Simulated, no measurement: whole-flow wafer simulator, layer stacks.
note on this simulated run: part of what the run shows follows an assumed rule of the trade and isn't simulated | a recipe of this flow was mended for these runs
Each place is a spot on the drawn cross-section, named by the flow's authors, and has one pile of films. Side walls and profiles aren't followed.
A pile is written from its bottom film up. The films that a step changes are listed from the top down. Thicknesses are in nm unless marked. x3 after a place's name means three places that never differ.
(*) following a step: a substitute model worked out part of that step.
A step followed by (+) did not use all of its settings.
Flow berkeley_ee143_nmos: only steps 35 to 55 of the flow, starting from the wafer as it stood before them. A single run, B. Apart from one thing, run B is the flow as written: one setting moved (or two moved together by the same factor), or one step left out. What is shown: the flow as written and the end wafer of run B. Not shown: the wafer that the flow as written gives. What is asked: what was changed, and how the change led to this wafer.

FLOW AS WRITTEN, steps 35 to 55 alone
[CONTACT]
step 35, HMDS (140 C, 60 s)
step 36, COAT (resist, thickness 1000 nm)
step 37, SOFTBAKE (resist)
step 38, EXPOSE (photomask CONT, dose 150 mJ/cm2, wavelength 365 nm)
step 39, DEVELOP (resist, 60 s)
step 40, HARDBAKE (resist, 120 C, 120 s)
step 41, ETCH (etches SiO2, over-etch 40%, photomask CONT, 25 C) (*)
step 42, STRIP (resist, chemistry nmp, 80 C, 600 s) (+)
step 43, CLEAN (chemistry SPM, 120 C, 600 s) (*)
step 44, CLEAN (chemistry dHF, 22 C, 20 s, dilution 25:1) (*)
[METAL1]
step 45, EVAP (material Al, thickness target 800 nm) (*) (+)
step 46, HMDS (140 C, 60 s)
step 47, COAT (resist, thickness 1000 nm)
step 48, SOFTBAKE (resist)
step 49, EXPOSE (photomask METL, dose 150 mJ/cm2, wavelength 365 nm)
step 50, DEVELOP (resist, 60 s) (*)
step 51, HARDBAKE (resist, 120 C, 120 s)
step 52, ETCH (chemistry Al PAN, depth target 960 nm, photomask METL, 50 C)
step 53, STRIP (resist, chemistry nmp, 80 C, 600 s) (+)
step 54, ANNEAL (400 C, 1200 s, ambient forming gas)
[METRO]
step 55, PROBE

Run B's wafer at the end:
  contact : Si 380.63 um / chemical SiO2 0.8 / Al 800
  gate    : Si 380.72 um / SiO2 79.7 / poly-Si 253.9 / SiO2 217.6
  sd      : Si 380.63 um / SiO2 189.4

The reason: step 44, CLEAN: chemistry dHF, 22 C, 20 s, dilution 25:1 (*), was skipped.

How this came from the change, step by step:
  (no step that both runs have acts differently by more than 2% or 0.5 nm, whichever is larger)
